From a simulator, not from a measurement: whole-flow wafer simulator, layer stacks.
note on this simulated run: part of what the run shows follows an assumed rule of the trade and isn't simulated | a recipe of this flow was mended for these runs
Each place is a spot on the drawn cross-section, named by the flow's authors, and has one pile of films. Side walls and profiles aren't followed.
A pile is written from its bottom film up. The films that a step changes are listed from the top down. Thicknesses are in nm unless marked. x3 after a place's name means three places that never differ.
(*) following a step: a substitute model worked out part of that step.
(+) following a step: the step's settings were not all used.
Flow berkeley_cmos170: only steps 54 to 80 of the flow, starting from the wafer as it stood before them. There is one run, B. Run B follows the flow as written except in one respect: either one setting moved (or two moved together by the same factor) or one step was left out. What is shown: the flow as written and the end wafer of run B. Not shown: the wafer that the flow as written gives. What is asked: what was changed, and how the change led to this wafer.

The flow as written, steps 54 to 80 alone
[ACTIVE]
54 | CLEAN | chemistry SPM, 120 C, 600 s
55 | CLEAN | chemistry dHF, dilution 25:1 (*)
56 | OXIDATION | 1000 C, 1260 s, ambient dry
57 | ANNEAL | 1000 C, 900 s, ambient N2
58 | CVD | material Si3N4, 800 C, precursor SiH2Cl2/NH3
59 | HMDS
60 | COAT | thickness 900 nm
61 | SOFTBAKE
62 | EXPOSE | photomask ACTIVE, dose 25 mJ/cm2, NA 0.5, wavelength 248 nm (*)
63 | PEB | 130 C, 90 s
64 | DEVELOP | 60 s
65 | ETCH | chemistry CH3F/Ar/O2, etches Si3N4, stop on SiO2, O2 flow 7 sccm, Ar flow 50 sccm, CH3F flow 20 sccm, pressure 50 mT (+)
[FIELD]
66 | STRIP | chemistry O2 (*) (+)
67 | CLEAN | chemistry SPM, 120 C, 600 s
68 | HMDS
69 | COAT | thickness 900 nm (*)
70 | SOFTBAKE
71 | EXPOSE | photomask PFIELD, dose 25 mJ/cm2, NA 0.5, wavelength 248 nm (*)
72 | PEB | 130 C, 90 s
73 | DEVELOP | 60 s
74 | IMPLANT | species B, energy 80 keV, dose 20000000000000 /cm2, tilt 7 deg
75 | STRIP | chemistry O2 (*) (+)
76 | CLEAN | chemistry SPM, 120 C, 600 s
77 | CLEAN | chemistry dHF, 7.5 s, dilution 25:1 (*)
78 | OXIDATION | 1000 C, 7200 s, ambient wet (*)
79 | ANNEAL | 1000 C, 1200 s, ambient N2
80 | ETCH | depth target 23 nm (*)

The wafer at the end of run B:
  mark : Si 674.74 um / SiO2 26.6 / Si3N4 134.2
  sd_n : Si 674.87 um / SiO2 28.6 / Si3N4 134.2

Cause: step 58, CVD: 765 C was run, while the flow as written has 800 C.

The path from the change to this, step by step:
  58 | CVD | material Si3N4, 800 C, precursor SiH2Cl2/NH3
      field, mark, sd_n and 10 more: +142 Si3N4 (new film) (in the flow as written it would be: +220 Si3N4 (new film))
  65 | ETCH | chemistry CH3F/Ar/O2, etches Si3N4, stop on SiO2, O2 flow 7 sccm, Ar flow 50 sccm, CH3F flow 20 sccm, pressure 50 mT (+)
      mark, sd_n, spacer_n and 9 more: -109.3 KrF-resist (in the flow as written it would be: -161.3 KrF-resist)
      field: -142 Si3N4 (all of it), -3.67 SiO2 (in the flow as written it would be: -220 Si3N4 (all of it), -3.67 SiO2)
  66 | STRIP | chemistry O2 (*) (+)
      mark, sd_n, spacer_n and 9 more: -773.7 KrF-resist (all of it) (in the flow as written it would be: -721.7 KrF-resist (all of it))
  69 | COAT | thickness 900 nm (*)
      field: +936.8 KrF-resist (new film) (in the flow as written it would be: +957.2 KrF-resist (new film))
      sd_n: +823.1 KrF-resist (new film) (in the flow as written it would be: +784.1 KrF-resist (new film))
      (also at 10 further places)
  73 | DEVELOP | 60 s
      field: -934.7 KrF-resist (all of it) (in the flow as written it would be: -955 KrF-resist (all of it))
  75 | STRIP | chemistry O2 (*) (+)
      sd_n: -806.3 KrF-resist (all of it) (in the flow as written it would be: -767.4 KrF-resist (all of it))
      spacer_n: -830.3 KrF-resist (all of it) (in the flow as written it would be: -803.4 KrF-resist (all of it))
      (also at 9 further places)
  78 | OXIDATION | 1000 C, 7200 s, ambient wet (*)
      sd_n, sd_p: +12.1 SiO2 (new film), -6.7 Si3N4, +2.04 SiO2, -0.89 Si (in the flow as written it would be: +12.1 SiO2 (new film), -6.7 Si3N4, +0.07 SiO2, -0.07 Si)
